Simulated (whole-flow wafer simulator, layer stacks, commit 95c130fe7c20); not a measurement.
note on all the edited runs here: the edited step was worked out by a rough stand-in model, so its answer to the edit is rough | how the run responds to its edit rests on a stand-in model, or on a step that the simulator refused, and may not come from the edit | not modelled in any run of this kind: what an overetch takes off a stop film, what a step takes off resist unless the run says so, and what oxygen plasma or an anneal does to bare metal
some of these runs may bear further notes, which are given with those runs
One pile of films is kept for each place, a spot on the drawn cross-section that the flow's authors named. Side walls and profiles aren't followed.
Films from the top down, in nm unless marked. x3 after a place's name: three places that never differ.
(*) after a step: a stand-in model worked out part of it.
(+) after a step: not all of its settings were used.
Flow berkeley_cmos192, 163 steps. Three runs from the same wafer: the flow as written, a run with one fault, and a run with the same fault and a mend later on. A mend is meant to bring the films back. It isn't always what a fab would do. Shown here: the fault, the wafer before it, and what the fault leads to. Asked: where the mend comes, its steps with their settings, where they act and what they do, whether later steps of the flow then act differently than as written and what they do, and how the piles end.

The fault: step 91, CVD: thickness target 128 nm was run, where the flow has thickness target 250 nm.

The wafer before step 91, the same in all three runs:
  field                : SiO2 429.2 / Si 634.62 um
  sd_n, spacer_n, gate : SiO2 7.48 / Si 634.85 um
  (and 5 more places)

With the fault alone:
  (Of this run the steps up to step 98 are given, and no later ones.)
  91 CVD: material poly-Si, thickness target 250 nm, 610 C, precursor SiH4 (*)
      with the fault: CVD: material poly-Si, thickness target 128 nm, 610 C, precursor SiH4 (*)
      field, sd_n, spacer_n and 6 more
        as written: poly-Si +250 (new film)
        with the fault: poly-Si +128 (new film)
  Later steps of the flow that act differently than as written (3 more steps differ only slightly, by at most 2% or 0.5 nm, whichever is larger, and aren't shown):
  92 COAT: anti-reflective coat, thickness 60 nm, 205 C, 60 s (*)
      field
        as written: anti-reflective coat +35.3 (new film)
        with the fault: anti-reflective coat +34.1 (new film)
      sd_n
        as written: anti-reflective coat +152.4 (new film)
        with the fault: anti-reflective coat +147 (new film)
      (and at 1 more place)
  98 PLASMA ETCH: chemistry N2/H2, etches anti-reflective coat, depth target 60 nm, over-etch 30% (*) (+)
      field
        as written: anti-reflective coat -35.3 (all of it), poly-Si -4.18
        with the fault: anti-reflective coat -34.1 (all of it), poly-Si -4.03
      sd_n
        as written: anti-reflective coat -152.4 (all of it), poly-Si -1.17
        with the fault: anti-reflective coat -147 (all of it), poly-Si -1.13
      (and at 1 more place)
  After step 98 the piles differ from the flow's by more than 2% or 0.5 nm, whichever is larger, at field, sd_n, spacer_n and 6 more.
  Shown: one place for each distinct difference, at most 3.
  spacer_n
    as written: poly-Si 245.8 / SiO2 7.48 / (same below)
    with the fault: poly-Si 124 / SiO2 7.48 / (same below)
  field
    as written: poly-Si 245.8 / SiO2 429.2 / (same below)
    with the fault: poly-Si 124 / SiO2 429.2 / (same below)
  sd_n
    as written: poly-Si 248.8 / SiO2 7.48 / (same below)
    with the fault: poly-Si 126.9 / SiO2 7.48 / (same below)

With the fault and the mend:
  The mend comes after step 91.
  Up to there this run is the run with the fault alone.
  91a CVD: material poly-Si, thickness target 122 nm, 610 C, precursor SiH4 (*) (the flow's step 91 once more, with other settings)
      field, sd_n, spacer_n and 6 more
        poly-Si +122
  No later step of the flow acts differently than as written, at any place that is followed, by more than 2% or 0.5 nm, whichever is larger.
  At the end the piles are the same as the flow's at every place that both follow.
